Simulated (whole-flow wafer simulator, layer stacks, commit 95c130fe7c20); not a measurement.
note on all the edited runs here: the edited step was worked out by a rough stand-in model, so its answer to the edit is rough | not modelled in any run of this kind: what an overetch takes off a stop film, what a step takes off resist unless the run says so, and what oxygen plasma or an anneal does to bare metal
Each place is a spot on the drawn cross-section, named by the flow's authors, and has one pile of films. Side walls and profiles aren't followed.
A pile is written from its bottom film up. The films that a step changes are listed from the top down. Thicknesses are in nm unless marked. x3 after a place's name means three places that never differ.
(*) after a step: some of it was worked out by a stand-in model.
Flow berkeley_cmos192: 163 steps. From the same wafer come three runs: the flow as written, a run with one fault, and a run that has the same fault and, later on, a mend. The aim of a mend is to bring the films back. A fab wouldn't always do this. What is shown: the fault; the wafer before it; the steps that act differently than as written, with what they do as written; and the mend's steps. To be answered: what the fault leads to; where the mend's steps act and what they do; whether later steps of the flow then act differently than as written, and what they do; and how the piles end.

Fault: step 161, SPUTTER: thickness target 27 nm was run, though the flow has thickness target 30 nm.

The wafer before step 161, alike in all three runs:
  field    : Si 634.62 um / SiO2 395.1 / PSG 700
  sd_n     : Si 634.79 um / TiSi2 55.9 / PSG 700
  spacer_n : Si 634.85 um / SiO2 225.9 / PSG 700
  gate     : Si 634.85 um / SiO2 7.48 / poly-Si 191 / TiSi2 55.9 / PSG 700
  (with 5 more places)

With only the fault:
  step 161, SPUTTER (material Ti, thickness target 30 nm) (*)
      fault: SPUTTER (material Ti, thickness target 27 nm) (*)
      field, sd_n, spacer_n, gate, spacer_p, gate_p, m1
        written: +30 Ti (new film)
        fault: +27 Ti (new film)
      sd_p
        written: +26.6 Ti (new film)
        fault: +24 Ti (new film)
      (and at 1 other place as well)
  None of the later steps of the flow differs from how it acts as written, at any place that is followed, by more than 2% or 0.5 nm, whichever is larger.
  By the end, the piles at field, sd_n, spacer_n and 6 more depart from the flow's by more than 2% or 0.5 nm, whichever is larger.
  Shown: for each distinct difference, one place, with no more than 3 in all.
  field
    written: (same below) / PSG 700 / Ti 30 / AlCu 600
    fault: (same below) / PSG 700 / Ti 27 / AlCu 600
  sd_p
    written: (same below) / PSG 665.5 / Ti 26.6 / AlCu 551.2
    fault: (same below) / PSG 665.5 / Ti 24 / AlCu 551.3
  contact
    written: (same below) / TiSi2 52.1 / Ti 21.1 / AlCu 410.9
    fault: (same below) / TiSi2 52.1 / Ti 19 / AlCu 411.4

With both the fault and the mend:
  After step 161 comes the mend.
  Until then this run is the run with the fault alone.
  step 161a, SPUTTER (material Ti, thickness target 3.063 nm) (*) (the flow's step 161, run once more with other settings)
      field, sd_n, spacer_n, gate, spacer_p, gate_p, m1
        +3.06 Ti
      sd_p
        +2.71 Ti
      contact
        +2.14 Ti
  None of the later steps of the flow acts differently than as written at any place that is followed.
  The piles end only slightly different from the flow's at the places that both follow, by no more than 2% or 0.5 nm, whichever is larger.
